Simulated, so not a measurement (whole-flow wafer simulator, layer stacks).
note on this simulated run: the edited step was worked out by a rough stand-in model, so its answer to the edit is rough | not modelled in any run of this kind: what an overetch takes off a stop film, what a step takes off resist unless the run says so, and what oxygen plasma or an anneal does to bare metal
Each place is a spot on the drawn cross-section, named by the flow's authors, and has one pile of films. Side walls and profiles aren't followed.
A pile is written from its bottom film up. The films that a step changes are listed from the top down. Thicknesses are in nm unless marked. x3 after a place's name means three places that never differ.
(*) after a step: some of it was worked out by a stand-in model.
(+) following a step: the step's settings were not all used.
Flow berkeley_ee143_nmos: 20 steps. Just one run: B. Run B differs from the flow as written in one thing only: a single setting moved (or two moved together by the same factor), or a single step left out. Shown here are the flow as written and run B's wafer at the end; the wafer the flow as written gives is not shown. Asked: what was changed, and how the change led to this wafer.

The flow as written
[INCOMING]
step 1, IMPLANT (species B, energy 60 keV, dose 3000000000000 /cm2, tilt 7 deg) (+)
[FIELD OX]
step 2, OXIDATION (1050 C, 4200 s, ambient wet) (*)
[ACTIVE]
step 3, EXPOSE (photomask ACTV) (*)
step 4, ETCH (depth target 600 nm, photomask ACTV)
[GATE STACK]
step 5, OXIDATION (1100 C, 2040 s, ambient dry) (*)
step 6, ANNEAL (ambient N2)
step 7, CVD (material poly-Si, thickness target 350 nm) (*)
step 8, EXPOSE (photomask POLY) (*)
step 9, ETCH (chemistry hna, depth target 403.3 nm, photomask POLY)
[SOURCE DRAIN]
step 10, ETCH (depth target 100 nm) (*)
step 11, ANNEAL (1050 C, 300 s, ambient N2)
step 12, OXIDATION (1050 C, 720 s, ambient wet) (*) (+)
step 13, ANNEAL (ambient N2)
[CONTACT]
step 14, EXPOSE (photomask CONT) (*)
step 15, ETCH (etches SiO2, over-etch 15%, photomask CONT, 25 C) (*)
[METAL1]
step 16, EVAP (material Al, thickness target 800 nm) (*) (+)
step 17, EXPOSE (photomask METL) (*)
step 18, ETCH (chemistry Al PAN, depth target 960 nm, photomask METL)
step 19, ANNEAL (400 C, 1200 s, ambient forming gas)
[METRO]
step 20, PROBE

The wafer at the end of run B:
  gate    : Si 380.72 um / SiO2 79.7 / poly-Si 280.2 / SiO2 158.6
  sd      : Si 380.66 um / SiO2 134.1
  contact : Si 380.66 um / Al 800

Cause: step 12, OXIDATION: 450 s was run, though the flow has 720 s.

How this came from the change, step by step:
  step 12, OXIDATION (1050 C, 720 s, ambient wet) (*) (+)
      sd, contact: SiO2 gains 134.1 (new film), Si loses 59 (in the flow as written it would be: SiO2 gains 189.4 (new film), Si loses 83.4)
      gate: SiO2 gains 158.6 (new film), poly-Si loses 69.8 (in the flow as written it would be: SiO2 gains 217.6 (new film), poly-Si loses 95.7)
      (as well as at 1 more place)
  step 15, ETCH (etches SiO2, over-etch 15%, photomask CONT, 25 C) (*)
      contact: SiO2 loses 134.1 (all of it) (in the flow as written it would be: SiO2 loses 189.4 (all of it))
